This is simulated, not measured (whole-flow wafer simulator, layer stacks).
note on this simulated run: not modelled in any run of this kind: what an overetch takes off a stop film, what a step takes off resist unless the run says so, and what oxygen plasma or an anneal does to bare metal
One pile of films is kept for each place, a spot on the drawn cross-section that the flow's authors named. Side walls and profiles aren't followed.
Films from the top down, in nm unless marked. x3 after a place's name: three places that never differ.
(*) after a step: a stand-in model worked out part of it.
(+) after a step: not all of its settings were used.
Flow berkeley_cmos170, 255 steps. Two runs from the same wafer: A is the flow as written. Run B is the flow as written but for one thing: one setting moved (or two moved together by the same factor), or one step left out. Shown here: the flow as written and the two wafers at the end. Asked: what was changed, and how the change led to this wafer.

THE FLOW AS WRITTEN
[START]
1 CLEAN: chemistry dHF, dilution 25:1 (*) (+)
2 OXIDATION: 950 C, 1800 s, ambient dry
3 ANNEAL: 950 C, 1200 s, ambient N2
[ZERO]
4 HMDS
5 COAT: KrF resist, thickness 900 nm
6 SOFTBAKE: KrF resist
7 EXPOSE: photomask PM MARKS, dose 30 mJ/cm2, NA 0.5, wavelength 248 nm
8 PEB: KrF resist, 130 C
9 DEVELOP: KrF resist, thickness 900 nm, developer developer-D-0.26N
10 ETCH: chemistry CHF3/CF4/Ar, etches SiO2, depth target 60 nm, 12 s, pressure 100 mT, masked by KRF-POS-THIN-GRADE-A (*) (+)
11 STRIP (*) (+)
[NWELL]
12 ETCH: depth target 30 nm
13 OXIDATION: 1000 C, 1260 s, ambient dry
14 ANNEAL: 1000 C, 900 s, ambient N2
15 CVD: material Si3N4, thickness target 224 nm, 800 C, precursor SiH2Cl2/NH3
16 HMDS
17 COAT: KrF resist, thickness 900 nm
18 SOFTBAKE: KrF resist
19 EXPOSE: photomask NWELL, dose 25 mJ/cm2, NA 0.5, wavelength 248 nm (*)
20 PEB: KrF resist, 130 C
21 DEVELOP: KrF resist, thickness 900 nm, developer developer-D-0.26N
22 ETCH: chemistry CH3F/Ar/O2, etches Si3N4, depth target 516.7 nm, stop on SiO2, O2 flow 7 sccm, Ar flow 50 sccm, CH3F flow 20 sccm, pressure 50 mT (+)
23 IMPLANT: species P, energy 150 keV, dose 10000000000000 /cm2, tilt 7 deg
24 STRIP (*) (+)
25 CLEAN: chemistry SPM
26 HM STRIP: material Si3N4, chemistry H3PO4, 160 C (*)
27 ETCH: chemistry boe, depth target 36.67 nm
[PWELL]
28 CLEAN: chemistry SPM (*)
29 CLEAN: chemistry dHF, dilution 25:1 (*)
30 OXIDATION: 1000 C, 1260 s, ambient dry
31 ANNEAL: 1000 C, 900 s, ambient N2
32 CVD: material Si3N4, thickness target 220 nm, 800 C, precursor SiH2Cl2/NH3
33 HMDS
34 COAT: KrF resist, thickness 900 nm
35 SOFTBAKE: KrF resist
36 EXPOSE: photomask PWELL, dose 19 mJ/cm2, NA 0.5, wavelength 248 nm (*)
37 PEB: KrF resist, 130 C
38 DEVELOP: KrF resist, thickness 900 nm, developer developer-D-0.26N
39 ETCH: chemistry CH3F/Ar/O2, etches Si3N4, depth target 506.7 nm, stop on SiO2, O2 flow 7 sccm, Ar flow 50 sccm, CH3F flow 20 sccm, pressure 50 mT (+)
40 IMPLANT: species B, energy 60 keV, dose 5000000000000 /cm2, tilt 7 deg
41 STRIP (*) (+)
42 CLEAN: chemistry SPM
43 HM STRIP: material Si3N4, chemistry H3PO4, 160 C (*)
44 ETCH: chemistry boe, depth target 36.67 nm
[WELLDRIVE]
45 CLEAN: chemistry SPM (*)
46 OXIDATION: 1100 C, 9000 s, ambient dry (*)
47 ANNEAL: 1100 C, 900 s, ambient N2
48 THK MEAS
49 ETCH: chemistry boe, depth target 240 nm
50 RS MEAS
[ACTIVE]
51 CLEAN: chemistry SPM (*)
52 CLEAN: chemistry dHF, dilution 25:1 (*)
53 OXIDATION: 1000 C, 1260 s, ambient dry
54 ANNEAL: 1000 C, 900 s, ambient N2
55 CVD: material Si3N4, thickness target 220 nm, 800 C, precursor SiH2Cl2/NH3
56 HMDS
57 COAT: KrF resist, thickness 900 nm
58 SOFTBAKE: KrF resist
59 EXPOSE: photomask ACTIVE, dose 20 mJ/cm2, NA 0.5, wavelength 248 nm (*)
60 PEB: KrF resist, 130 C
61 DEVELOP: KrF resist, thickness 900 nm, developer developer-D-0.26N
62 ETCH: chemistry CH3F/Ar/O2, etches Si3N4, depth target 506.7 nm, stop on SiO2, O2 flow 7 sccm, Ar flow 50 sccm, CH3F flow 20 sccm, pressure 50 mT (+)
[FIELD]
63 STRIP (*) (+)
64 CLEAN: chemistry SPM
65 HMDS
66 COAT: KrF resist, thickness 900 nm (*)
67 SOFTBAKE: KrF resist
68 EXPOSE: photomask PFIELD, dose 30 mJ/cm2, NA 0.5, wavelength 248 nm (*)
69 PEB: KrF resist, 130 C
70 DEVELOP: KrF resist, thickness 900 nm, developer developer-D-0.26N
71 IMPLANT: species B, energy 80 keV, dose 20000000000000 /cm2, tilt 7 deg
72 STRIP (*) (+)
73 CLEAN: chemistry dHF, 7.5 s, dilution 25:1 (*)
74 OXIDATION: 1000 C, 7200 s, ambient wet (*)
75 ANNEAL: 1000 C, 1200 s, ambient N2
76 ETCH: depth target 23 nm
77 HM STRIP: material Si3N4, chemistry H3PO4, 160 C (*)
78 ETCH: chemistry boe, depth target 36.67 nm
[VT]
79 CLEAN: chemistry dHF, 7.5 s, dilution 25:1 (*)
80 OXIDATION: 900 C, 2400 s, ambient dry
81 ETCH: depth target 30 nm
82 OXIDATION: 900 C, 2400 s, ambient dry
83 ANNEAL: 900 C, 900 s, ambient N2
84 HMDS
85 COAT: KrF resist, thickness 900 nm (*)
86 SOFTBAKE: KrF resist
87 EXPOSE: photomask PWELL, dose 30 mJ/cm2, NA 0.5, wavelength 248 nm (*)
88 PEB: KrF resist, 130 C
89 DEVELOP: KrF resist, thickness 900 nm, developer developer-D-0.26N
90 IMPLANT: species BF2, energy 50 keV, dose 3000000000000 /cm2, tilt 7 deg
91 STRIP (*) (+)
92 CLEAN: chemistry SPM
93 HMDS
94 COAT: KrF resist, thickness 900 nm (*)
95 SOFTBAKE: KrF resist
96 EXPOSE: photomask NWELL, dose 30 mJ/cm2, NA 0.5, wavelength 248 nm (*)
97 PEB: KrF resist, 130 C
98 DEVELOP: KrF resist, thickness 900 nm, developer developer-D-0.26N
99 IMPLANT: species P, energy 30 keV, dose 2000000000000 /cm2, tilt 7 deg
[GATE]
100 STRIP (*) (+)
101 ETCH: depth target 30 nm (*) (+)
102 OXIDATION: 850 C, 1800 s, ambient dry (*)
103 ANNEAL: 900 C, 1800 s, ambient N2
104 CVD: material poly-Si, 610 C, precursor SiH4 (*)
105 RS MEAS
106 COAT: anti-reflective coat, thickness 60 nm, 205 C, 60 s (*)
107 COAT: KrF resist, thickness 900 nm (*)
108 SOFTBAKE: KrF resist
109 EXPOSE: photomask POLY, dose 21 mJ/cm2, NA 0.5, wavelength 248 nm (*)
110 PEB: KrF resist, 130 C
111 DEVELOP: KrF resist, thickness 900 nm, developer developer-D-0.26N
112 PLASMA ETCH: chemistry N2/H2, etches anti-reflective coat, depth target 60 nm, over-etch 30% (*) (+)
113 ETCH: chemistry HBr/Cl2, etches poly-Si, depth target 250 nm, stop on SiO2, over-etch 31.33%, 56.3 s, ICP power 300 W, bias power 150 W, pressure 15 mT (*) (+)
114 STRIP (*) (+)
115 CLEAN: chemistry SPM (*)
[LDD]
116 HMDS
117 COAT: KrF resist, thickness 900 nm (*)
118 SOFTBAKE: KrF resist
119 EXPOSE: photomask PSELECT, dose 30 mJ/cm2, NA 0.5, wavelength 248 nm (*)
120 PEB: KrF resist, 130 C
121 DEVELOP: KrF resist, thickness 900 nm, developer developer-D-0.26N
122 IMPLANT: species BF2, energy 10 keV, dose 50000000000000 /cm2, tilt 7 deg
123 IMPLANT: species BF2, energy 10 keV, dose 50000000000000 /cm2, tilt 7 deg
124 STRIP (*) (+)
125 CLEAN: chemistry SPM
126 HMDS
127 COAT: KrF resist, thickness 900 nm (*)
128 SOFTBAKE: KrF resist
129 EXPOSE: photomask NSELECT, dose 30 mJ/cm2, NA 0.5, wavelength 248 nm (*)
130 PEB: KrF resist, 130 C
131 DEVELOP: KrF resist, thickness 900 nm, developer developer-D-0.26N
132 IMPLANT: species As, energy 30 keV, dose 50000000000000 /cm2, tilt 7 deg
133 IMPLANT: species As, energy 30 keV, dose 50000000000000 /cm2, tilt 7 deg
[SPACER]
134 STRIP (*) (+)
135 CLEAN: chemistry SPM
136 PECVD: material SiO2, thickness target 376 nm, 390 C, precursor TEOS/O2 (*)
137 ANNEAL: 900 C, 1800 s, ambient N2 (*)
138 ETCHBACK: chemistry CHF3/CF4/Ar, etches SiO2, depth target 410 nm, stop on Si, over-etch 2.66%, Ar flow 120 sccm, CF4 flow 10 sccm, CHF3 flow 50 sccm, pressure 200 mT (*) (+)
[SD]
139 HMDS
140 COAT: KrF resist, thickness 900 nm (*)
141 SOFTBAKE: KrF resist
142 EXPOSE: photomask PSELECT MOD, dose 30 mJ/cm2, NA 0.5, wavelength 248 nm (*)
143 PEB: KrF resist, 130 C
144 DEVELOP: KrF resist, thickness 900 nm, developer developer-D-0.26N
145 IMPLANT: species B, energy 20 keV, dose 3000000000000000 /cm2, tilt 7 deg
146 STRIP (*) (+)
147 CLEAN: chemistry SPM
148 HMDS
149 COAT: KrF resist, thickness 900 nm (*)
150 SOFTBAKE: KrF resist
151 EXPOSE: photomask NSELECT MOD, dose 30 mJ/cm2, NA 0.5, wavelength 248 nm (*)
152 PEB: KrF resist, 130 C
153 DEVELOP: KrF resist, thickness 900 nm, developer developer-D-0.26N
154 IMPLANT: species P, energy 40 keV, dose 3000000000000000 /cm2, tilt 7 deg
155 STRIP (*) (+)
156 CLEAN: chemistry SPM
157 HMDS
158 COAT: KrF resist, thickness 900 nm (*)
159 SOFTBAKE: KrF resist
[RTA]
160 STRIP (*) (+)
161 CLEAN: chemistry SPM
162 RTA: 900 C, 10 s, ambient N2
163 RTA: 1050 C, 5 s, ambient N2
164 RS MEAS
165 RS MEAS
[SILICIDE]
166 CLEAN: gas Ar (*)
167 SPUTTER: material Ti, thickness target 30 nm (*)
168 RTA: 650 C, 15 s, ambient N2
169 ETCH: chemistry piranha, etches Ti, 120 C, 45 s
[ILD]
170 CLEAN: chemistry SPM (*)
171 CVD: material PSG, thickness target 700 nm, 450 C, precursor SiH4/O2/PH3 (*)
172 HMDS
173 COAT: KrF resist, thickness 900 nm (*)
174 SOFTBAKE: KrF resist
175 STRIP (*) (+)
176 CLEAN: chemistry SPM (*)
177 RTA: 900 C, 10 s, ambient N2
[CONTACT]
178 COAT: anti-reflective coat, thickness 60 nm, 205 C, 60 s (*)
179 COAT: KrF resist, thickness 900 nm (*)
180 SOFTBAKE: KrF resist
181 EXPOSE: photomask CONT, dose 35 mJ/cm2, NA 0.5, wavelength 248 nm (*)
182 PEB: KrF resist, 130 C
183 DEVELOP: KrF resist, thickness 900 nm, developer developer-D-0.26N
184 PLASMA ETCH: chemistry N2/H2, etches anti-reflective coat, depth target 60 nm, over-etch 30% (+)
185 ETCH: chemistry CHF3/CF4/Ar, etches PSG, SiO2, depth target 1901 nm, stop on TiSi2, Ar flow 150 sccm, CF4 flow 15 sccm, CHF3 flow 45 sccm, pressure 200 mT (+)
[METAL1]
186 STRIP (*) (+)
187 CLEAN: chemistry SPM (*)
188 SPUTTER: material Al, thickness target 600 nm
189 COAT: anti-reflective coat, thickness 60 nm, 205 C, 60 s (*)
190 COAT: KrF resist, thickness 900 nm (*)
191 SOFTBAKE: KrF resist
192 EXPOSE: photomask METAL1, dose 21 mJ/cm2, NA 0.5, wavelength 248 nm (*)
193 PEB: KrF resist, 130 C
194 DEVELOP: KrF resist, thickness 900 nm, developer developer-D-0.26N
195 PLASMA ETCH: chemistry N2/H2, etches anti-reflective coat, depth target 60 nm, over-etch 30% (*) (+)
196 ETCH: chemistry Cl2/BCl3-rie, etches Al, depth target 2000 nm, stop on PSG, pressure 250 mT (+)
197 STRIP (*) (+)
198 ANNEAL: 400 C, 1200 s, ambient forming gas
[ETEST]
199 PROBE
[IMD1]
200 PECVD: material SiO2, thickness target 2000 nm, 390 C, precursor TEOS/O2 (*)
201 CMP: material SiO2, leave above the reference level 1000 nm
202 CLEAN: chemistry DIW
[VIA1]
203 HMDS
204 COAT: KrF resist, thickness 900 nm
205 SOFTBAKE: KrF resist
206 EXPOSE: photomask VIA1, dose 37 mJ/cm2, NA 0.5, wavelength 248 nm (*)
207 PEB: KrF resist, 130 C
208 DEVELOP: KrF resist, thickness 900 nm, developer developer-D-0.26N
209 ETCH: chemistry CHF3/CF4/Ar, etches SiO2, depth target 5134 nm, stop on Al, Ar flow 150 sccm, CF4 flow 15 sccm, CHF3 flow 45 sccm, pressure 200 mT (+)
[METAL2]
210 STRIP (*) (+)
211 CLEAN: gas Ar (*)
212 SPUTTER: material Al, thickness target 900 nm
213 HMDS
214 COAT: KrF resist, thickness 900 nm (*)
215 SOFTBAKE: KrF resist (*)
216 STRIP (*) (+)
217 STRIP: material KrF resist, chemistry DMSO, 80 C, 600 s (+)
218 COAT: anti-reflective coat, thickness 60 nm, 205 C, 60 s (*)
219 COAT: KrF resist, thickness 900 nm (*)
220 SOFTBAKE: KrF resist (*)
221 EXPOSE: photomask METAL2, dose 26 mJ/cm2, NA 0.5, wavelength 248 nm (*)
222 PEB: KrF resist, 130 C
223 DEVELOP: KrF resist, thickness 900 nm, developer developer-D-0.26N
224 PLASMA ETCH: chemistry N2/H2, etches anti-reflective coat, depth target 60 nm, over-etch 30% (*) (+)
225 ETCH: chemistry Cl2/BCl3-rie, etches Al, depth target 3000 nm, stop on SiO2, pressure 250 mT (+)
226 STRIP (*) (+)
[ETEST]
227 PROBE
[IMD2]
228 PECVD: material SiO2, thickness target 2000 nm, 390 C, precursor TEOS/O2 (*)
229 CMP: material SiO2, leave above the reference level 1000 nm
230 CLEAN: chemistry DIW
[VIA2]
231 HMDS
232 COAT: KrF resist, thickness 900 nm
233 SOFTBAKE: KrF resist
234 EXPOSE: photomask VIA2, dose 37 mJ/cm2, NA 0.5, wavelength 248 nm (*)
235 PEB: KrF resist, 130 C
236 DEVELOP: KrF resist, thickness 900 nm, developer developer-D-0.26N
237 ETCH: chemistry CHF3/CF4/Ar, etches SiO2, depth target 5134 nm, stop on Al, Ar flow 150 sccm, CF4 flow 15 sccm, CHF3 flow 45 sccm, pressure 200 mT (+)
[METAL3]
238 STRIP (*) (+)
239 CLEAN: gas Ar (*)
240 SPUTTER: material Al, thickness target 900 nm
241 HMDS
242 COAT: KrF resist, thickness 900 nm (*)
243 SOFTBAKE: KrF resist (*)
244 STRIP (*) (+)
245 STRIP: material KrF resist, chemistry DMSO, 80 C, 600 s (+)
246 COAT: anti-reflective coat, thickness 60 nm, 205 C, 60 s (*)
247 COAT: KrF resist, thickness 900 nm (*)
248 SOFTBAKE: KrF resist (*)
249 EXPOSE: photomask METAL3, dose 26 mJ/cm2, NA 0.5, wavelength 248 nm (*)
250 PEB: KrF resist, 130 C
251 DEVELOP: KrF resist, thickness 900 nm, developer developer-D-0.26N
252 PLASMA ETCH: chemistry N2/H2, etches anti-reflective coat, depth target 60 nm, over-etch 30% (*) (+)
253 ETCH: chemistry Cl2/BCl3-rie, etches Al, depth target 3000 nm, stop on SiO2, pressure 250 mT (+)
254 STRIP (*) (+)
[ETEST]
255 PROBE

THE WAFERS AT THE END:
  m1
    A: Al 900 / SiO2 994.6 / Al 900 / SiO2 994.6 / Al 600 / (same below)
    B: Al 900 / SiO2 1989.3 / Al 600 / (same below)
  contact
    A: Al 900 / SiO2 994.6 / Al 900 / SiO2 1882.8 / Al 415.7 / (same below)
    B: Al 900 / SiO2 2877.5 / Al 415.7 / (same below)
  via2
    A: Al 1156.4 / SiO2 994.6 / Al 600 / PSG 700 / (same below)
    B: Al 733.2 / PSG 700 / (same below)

The cause: step 212, SPUTTER: material Al, thickness target 900 nm, was left out.

How the change led to this, step by step:
  214 COAT: KrF resist, thickness 900 nm (*)
      via1: A KrF resist +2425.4 (new film) | B KrF resist +1805.2 (new film)
  216 STRIP (*) (+)
      via1: A KrF resist -2425.4 (all of it) | B KrF resist -1805.2 (all of it)
  218 COAT: anti-reflective coat, thickness 60 nm, 205 C, 60 s (*)
      m1: A anti-reflective coat +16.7 (new film) | B anti-reflective coat +14.5 (new film)
      via1: A anti-reflective coat +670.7 (new film) | B anti-reflective coat +358.7 (new film)
      (and at 2 more places)
  219 COAT: KrF resist, thickness 900 nm (*)
      via1: A KrF resist +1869 (new film) | B KrF resist +1516.2 (new film)
  222 PEB: KrF resist, 130 C
      via1: A KrF resist -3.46 | B KrF resist -2.67
  224 PLASMA ETCH: chemistry N2/H2, etches anti-reflective coat, depth target 60 nm, over-etch 30% (*) (+)
      field, spacer_n, gate_n: A anti-reflective coat -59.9 (all of it) | B anti-reflective coat -60 (all of it), SiO2 -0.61
      spacer_p, gate_p: A anti-reflective coat -60 (all of it) | B anti-reflective coat -60 (all of it), SiO2 -0.61
      (and at 1 more place)
  225 ETCH: chemistry Cl2/BCl3-rie, etches Al, depth target 3000 nm, stop on SiO2, pressure 250 mT (+)
      field, sd_n, spacer_n, gate_n, sd_p, spacer_p, gate_p: A Al -900 (all of it), SiO2 -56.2 | B SiO2 -112.5
      contact, m1, via1, m2, via2: A KrF resist -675 | B KrF resist -450
  226 STRIP (*) (+)
      contact: A KrF resist -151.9 (all of it), anti-reflective coat -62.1 (all of it) | B KrF resist -373.5 (all of it), anti-reflective coat -61.1 (all of it)
      m1: A KrF resist -162.4 (all of it), anti-reflective coat -16.7 (all of it) | B KrF resist -371.3 (all of it), anti-reflective coat -14.5 (all of it)
      (and at 3 more places)
  228 PECVD: material SiO2, thickness target 2000 nm, 390 C, precursor TEOS/O2 (*)
      contact, m1, m2, via2: A SiO2 +2000 (new film) | B SiO2 +2000
      via1: A SiO2 +3107.6 (new film), void +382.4 (new film), SiO2 +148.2 (new film) | B SiO2 +2000 (new film), void +215.1 (new film), SiO2 +783.1 (new film)
  229 CMP: material SiO2, leave above the reference level 1000 nm
      field, spacer_n, gate_n, sd_p, spacer_p, gate_p: A SiO2 -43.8 | B SiO2 -886.9
      sd_n: A SiO2 -43.8 | B SiO2 -887
  237 ETCH: chemistry CHF3/CF4/Ar, etches SiO2, depth target 5134 nm, stop on Al, Ar flow 150 sccm, CF4 flow 15 sccm, CHF3 flow 45 sccm, pressure 200 mT (+)
      field, sd_n, spacer_n and 8 more: A KrF resist -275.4 | B KrF resist -524.1
      via2: A SiO2 -1000 (all of it), Al -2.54 | B SiO2 -1994.6 (all of it), Al -2.54
  238 STRIP (*) (+)
      field, sd_n, spacer_n and 8 more: A KrF resist -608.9 (all of it) | B KrF resist -360.3 (all of it)
  240 SPUTTER: material Al, thickness target 900 nm
      via2: A Al +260 | B Al +136.8
  242 COAT: KrF resist, thickness 900 nm (*)
      m1: A KrF resist +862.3 (new film) | B KrF resist +826.9 (new film)
      m2: A KrF resist +821.5 (new film) | B KrF resist +752.2 (new film)
      (and at 1 more place)
  244 STRIP (*) (+)
      m1: A KrF resist -862.3 (all of it) | B KrF resist -826.9 (all of it)
      m2: A KrF resist -821.5 (all of it) | B KrF resist -752.2 (all of it)
      (and at 1 more place)
  246 COAT: anti-reflective coat, thickness 60 nm, 205 C, 60 s (*)
      m1: A anti-reflective coat +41 (new film) | B anti-reflective coat +38.2 (new film)
      via1: A anti-reflective coat +58.9 (new film) | B anti-reflective coat +56.1 (new film)
      (and at 2 more places)
  ... 2 more steps ...
  254 STRIP (*) (+)
      m1: A KrF resist -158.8 (all of it), anti-reflective coat -41 (all of it) | B KrF resist -132.6 (all of it), anti-reflective coat -38.2 (all of it)
      via1: A KrF resist -152.4 (all of it), anti-reflective coat -58.9 (all of it) | B KrF resist -143.1 (all of it), anti-reflective coat -56.1 (all of it)
      (and at 2 more places)
Counting metal films that touch as one body, m1 has 2 bodies (between them, from the top down: SiO2 1989.3); the flow as written gives 3 bodies (between them, from the top down: SiO2 994.6; SiO2 994.6).
Counting metal films that touch as one body, contact has 2 bodies (between them, from the top down: SiO2 2877.5); the flow as written gives 3 bodies (between them, from the top down: SiO2 994.6; SiO2 1882.8).
Counting metal films that touch as one body, via2 has 1 body; the flow as written gives 2 bodies (between them, from the top down: SiO2 994.6).
